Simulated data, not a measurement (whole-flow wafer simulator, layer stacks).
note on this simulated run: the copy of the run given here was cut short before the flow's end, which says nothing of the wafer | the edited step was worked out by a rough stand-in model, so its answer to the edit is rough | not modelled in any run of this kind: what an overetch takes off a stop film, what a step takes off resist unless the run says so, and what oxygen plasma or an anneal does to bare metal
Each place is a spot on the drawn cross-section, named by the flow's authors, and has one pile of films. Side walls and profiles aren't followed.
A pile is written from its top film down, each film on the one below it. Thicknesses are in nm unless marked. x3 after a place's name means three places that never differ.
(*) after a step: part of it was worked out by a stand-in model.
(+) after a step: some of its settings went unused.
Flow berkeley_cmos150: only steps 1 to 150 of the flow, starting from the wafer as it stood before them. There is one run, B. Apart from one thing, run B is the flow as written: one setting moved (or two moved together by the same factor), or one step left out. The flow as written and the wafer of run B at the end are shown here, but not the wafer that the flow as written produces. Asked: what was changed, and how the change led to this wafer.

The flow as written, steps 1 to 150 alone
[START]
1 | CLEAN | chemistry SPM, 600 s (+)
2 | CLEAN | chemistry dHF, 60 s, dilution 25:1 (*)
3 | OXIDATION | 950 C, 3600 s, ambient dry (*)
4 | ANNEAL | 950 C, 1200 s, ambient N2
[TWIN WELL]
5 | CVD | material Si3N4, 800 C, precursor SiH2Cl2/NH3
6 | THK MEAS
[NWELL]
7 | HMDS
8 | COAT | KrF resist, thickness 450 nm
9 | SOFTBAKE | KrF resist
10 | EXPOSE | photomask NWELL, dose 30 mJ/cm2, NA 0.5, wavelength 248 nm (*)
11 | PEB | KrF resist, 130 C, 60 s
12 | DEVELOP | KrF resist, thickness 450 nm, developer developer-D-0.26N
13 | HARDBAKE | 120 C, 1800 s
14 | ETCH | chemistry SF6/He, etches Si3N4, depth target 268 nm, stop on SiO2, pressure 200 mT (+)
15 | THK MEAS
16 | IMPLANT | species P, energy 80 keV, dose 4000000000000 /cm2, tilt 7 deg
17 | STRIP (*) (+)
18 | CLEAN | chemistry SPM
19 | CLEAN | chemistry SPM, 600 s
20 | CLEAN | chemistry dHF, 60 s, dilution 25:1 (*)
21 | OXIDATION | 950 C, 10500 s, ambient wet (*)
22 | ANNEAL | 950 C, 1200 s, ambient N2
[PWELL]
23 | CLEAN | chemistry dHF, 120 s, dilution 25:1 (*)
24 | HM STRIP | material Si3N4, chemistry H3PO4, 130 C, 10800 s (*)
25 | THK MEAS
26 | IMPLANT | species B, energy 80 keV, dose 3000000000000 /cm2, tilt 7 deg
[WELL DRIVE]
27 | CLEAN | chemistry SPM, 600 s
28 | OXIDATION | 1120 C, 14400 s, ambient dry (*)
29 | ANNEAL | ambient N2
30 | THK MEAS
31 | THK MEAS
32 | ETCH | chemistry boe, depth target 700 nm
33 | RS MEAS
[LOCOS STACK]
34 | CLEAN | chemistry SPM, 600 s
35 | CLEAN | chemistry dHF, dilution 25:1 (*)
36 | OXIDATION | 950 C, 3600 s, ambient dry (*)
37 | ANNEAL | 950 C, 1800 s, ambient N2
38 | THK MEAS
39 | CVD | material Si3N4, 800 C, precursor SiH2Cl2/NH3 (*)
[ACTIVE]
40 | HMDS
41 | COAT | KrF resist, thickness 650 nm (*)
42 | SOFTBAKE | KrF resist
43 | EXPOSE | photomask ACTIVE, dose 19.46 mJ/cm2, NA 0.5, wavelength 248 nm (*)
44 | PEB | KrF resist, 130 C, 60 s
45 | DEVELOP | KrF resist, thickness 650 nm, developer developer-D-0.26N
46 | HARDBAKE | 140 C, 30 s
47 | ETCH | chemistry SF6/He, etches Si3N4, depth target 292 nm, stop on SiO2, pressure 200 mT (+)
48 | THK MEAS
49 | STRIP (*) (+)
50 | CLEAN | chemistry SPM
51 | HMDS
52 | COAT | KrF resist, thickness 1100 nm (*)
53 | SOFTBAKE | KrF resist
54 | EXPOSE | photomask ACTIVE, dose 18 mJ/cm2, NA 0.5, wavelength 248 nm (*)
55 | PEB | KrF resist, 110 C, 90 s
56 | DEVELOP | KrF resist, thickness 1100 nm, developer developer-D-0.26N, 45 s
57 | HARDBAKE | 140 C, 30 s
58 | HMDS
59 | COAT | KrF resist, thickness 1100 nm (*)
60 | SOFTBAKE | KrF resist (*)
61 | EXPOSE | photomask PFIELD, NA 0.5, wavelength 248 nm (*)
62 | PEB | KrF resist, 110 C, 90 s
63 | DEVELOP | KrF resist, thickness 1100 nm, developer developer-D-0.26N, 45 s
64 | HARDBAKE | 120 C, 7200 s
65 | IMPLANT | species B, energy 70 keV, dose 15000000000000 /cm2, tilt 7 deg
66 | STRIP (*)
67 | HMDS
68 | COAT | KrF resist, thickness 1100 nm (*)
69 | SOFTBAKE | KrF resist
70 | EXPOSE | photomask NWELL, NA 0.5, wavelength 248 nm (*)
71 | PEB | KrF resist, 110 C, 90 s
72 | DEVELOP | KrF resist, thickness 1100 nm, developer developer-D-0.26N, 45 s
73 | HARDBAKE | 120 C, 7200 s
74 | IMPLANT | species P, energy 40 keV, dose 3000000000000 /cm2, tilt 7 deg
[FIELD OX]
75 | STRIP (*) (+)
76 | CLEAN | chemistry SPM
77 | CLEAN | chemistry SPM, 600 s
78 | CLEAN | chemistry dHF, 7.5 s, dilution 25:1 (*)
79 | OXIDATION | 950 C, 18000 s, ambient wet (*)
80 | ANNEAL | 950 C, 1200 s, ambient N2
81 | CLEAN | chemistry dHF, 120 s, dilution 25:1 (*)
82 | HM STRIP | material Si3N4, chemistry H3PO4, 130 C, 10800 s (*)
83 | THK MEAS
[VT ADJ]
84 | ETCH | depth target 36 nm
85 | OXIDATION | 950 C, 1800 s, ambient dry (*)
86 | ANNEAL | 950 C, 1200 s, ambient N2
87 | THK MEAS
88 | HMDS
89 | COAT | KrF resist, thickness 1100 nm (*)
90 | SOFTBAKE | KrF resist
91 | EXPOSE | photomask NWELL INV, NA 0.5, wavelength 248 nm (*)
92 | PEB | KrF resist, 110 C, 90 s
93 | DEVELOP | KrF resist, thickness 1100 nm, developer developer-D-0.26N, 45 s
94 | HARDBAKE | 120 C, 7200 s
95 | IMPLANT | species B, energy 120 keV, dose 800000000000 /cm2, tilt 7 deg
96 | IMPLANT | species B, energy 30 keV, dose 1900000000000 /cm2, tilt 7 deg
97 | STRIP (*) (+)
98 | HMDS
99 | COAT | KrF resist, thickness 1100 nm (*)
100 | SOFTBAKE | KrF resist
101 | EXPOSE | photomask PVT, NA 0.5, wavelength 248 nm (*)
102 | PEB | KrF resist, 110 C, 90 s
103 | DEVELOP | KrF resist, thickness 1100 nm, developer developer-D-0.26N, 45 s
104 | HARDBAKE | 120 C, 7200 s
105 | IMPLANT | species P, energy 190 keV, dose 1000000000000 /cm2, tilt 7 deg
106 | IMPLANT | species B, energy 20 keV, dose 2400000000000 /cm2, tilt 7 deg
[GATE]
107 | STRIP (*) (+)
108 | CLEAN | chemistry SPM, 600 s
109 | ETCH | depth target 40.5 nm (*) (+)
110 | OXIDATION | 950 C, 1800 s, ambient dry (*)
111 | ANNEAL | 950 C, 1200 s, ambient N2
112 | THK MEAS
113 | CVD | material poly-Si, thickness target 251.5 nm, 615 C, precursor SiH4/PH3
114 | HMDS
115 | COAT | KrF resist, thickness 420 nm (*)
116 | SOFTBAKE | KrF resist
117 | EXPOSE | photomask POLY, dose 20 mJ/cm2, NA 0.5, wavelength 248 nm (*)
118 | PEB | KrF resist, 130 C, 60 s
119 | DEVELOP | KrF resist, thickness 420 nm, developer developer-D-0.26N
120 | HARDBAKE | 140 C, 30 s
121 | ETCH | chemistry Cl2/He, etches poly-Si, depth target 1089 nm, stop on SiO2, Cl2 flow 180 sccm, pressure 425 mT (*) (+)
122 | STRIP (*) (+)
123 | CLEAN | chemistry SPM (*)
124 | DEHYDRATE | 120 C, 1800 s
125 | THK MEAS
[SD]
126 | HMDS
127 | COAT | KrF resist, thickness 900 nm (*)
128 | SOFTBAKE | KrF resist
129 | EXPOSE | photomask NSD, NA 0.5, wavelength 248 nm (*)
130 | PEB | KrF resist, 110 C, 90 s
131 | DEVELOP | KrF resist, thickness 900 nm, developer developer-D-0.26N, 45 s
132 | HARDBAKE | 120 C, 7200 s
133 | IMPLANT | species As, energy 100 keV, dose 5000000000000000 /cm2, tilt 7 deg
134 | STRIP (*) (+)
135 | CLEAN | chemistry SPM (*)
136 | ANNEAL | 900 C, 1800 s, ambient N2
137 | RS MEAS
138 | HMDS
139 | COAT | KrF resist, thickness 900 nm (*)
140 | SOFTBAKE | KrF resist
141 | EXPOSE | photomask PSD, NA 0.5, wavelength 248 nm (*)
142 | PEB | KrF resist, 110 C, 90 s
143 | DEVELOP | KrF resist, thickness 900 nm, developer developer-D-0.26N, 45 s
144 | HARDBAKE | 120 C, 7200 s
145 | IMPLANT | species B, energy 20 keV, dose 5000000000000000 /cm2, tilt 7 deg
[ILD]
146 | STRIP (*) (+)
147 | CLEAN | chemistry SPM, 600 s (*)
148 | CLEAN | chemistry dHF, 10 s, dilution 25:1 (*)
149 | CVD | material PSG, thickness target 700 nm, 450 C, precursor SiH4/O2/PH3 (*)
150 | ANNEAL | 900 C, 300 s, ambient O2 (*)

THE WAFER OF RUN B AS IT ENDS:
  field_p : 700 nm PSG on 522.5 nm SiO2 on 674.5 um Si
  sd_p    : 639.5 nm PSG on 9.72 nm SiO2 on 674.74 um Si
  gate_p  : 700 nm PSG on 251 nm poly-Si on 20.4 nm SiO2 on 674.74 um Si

What caused this: step 21, OXIDATION: 7350 s was run, whereas the flow has 10500 s.

How this came from the change, step by step:
  21 | OXIDATION | 950 C, 10500 s, ambient wet (*)
      field, sd_n, gate_n, contact, m1: +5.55 SiO2 (new film), -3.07 Si3N4 (in the flow as written it would be: +7.45 SiO2 (new film), -4.11 Si3N4)
      field_p, sd_p, gate_p: +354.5 SiO2, -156 Si (in the flow as written it would be: +461.2 SiO2, -202.9 Si)
  23 | CLEAN | chemistry dHF, 120 s, dilution 25:1 (*)
      field, sd_n, gate_n, contact, m1: -5.55 SiO2 (all of it), -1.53 Si3N4 (in the flow as written it would be: -7.45 SiO2 (all of it), -1.36 Si3N4)
  28 | OXIDATION | 1120 C, 14400 s, ambient dry (*)
      field_p, sd_p, gate_p: +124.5 SiO2, -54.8 Si (in the flow as written it would be: +103.6 SiO2, -45.6 Si)
  32 | ETCH | chemistry boe, depth target 700 nm
      field_p, sd_p, gate_p: -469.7 SiO2 (all of it) (in the flow as written it would be: -555.5 SiO2 (all of it))
  41 | COAT | KrF resist, thickness 650 nm (*)
      field: +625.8 KrF resist (new film) (in the flow as written it would be: +646.4 KrF resist (new film))
      field_p: +696.8 KrF resist (new film) (in the flow as written it would be: +715.2 KrF resist (new film))
  45 | DEVELOP | KrF resist, thickness 650 nm, developer developer-D-0.26N
      field: -624.9 KrF resist (all of it) (in the flow as written it would be: -645.4 KrF resist (all of it))
      field_p: -695.8 KrF resist (all of it) (in the flow as written it would be: -714.1 KrF resist (all of it))
  49 | STRIP (*) (+)
      sd_p: -432.7 KrF resist (all of it) (in the flow as written it would be: -442.9 KrF resist (all of it))
      gate_p: -430 KrF resist (all of it) (in the flow as written it would be: -439.2 KrF resist (all of it))
  89 | COAT | KrF resist, thickness 1100 nm (*)
      field_p: +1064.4 KrF resist (new film) (in the flow as written it would be: +1087.8 KrF resist (new film))
  97 | STRIP (*) (+)
      field_p: -1026.7 KrF resist (all of it) (in the flow as written it would be: -1049.6 KrF resist (all of it))
  99 | COAT | KrF resist, thickness 1100 nm (*)
      field_p: +1064.4 KrF resist (new film) (in the flow as written it would be: +1087.8 KrF resist (new film))
  107 | STRIP (*) (+)
      field_p: -1026.7 KrF resist (all of it) (in the flow as written it would be: -1049.6 KrF resist (all of it))
  115 | COAT | KrF resist, thickness 420 nm (*)
      field: +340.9 KrF resist (new film) (in the flow as written it would be: +334 KrF resist (new film))
      field_p: +398.5 KrF resist (new film) (in the flow as written it would be: +413.4 KrF resist (new film))
  119 | DEVELOP | KrF resist, thickness 420 nm, developer developer-D-0.26N
      field: -340.4 KrF resist (all of it) (in the flow as written it would be: -333.5 KrF resist (all of it))
      field_p: -397.9 KrF resist (all of it) (in the flow as written it would be: -412.9 KrF resist (all of it))
  120 | HARDBAKE | 140 C, 30 s
      gate_p: -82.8 KrF resist (in the flow as written it would be: -84.5 KrF resist)
  122 | STRIP (*) (+)
      gate_p: +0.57 chemical SiO2 (new film), -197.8 KrF resist (all of it), -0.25 poly-Si (in the flow as written it would be: +0.57 chemical SiO2 (new film), -206.4 KrF resist (all of it), -0.25 poly-Si)
  127 | COAT | KrF resist, thickness 900 nm (*)
      field_p: +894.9 KrF resist (new film) (in the flow as written it would be: +916.8 KrF resist (new film))
  ... 2 further steps ...
  146 | STRIP (*) (+)
      field_p: -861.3 KrF resist (all of it) (in the flow as written it would be: -882.7 KrF resist (all of it))
